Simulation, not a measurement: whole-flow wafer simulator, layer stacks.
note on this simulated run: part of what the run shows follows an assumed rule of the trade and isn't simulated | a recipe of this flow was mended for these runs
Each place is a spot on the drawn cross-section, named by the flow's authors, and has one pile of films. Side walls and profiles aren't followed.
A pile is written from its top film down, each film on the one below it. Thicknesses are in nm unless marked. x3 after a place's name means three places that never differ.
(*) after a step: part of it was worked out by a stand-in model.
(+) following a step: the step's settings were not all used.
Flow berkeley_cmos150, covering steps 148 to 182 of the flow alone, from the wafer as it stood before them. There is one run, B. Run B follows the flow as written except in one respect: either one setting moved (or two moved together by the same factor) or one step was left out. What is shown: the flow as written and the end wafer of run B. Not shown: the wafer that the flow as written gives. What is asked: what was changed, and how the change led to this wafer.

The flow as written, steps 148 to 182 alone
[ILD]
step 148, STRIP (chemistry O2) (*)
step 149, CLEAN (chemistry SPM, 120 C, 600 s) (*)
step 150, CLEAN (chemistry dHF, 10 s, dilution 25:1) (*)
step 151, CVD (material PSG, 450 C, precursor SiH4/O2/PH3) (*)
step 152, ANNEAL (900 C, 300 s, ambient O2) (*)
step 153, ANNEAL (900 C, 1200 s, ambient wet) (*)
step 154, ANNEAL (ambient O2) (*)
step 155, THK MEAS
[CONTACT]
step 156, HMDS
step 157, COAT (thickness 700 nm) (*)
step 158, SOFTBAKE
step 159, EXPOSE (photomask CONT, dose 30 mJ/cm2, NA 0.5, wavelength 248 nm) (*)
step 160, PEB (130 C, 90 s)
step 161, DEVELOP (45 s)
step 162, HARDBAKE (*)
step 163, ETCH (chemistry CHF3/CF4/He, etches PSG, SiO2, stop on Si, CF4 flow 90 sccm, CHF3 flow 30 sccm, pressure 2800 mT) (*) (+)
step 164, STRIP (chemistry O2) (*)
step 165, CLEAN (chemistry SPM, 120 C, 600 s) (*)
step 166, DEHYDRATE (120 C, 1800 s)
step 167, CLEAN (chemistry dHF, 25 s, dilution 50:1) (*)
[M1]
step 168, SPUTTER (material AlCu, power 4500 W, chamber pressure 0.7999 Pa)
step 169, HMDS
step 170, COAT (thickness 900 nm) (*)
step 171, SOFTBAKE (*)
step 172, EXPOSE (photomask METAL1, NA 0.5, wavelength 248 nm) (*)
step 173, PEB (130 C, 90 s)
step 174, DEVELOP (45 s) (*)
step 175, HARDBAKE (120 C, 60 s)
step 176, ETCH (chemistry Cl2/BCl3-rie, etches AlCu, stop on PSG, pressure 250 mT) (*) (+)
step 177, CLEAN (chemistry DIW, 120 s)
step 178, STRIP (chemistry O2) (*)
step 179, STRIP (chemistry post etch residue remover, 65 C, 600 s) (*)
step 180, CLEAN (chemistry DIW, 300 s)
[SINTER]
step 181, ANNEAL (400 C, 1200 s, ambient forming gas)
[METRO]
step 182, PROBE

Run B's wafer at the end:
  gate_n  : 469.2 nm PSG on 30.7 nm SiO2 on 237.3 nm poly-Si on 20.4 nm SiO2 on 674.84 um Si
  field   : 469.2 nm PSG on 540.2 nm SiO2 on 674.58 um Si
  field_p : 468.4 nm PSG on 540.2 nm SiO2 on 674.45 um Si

What caused this: step 151, CVD: 417 C was run, while the flow as written has 450 C.

Step by step, how the change led to this:
  step 151, CVD (material PSG, 450 C, precursor SiH4/O2/PH3) (*)
      field, field_p, sd_n, gate_n, gate_p, contact, m1: PSG gains 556 (new film) (it would be, as written: PSG gains 700 (new film))
      sd_p: PSG gains 511.3 (new film) (it would be, as written: PSG gains 639.5 (new film))
  step 153, ANNEAL (900 C, 1200 s, ambient wet) (*)
      sd_n, contact, m1: PSG loses 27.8, SiO2 gains 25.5, Si loses 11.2 (it would be, as written: PSG loses 35, SiO2 gains 22.8, Si loses 10)
      field, field_p: PSG loses 27.8, SiO2 gains 17.6, Si loses 7.75 (it would be, as written: PSG loses 35, SiO2 gains 16.3, Si loses 7.15)
      (and at 3 other places as well)
  step 157, COAT (thickness 700 nm) (*)
      sd_p: KrF-resist gains 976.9 (new film) (it would be, as written: KrF-resist gains 1000.3 (new film))
  step 163, ETCH (chemistry CHF3/CF4/He, etches PSG, SiO2, stop on Si, CF4 flow 90 sccm, CHF3 flow 30 sccm, pressure 2800 mT) (*) (+)
      field, field_p, sd_n, gate_n, sd_p, gate_p, m1: KrF-resist loses 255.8 (it would be, as written: KrF-resist loses 303.7)
      contact: PSG loses 528.2 (all of it), SiO2 loses 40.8 (all of it), Si loses 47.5 (it would be, as written: PSG loses 665 (all of it), SiO2 loses 38.1 (all of it), Si loses 47.5)
  step 164, STRIP (chemistry O2) (*)
      field: KrF-resist loses 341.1 (all of it) (it would be, as written: KrF-resist loses 294.5 (all of it))
      field_p: KrF-resist loses 441.6 (all of it) (it would be, as written: KrF-resist loses 397.1 (all of it))
      (and at 5 other places as well)
  step 168, SPUTTER (material AlCu, power 4500 W, chamber pressure 0.7999 Pa)
      contact: AlCu gains 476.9 (new film) (it would be, as written: AlCu gains 443.6 (new film))
  step 170, COAT (thickness 900 nm) (*)
      contact: thick-KrF-resist gains 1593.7 (new film) (it would be, as written: thick-KrF-resist gains 1720.1 (new film))
  step 175, HARDBAKE (120 C, 60 s)
      contact: thick-KrF-resist loses 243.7 (it would be, as written: thick-KrF-resist loses 263.1)
  step 176, ETCH (chemistry Cl2/BCl3-rie, etches AlCu, stop on PSG, pressure 250 mT) (*) (+)
      sd_p: AlCu loses 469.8 (all of it), PSG loses 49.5 (it would be, as written: AlCu loses 461.4 (all of it), PSG loses 50.6)
  step 178, STRIP (chemistry O2) (*)
      contact: thick-KrF-resist loses 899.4 (all of it) (it would be, as written: thick-KrF-resist loses 1006.2 (all of it))
      m1: thick-KrF-resist loses 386 (all of it) (it would be, as written: thick-KrF-resist loses 373.8 (all of it))
